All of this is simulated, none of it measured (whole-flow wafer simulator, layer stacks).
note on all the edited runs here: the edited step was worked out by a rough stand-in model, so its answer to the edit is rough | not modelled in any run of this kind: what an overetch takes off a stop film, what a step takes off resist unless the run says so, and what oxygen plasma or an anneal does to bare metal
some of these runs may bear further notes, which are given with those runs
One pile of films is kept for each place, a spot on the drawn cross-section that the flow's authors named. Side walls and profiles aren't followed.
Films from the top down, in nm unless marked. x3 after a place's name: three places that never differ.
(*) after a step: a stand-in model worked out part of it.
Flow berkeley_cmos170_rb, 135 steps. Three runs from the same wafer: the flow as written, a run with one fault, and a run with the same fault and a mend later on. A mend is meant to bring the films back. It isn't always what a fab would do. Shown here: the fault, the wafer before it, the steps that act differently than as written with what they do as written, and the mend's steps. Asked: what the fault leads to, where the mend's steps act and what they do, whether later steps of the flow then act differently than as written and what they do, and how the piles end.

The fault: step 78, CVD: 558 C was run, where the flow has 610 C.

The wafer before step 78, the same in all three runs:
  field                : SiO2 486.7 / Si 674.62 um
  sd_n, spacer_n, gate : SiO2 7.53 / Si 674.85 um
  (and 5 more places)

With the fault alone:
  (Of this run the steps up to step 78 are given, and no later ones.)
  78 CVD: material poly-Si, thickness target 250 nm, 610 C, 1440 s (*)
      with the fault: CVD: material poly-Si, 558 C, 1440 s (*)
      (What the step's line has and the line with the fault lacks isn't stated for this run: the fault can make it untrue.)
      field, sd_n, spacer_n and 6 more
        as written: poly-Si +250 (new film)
        with the fault: poly-Si +74.6 (new film)
  After step 78 the piles differ from the flow's by more than 2% or 0.5 nm, whichever is larger, at field, sd_n, spacer_n and 6 more.
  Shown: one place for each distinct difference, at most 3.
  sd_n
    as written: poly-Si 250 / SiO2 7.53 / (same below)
    with the fault: poly-Si 74.6 / SiO2 7.53 / (same below)
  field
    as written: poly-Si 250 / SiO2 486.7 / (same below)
    with the fault: poly-Si 74.6 / SiO2 486.7 / (same below)

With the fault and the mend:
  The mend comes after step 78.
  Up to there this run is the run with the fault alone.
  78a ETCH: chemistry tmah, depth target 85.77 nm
      field, sd_n, spacer_n and 6 more
        poly-Si -74.6 (all of it)
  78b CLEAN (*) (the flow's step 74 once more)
      changes no film at any place that is followed
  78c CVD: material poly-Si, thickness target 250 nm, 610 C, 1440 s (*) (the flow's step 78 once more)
      field, sd_n, spacer_n and 6 more
        poly-Si +250 (new film)
  No later step of the flow acts differently than as written at any place that is followed.
  At the end the piles are the same as the flow's at every place that both follow.
